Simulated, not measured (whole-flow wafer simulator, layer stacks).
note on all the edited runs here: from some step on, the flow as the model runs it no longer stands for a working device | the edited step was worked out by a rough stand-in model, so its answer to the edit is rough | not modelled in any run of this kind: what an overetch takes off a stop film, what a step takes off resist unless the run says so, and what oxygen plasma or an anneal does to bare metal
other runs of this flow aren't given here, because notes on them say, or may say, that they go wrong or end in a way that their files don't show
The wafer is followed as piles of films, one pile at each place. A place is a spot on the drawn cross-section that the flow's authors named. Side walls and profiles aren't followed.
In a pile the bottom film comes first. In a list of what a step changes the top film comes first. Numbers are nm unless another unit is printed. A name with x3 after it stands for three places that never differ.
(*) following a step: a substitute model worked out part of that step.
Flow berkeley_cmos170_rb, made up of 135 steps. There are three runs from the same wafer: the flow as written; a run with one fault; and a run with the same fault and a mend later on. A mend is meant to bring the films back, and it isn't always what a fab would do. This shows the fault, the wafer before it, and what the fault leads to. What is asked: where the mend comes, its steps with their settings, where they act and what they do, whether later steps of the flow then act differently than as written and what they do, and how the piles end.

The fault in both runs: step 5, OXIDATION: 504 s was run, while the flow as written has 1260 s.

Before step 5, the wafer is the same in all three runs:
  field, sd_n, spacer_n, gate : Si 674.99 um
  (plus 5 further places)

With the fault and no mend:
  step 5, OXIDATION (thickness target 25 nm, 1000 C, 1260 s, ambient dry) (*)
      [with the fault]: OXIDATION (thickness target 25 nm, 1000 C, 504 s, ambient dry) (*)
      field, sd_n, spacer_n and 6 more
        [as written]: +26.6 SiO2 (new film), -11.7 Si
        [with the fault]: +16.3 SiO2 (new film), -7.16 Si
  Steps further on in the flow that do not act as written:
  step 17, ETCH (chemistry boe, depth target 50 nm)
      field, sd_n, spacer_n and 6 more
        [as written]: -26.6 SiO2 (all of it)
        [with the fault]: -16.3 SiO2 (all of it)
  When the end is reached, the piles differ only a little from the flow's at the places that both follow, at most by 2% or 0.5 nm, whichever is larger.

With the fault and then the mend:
  After step 5 comes the mend.
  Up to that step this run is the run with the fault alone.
  step 5a, OXIDATION (thickness target 25 nm, 1000 C, 756 s, ambient dry) (*) (the flow's step 5, run once more with other settings)
      field, sd_n, spacer_n and 6 more
        +10.3 SiO2, -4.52 Si
  Later steps of the flow that are run all act as written at every place that is followed.
  The piles end the same as the flow's at every place that both follow.
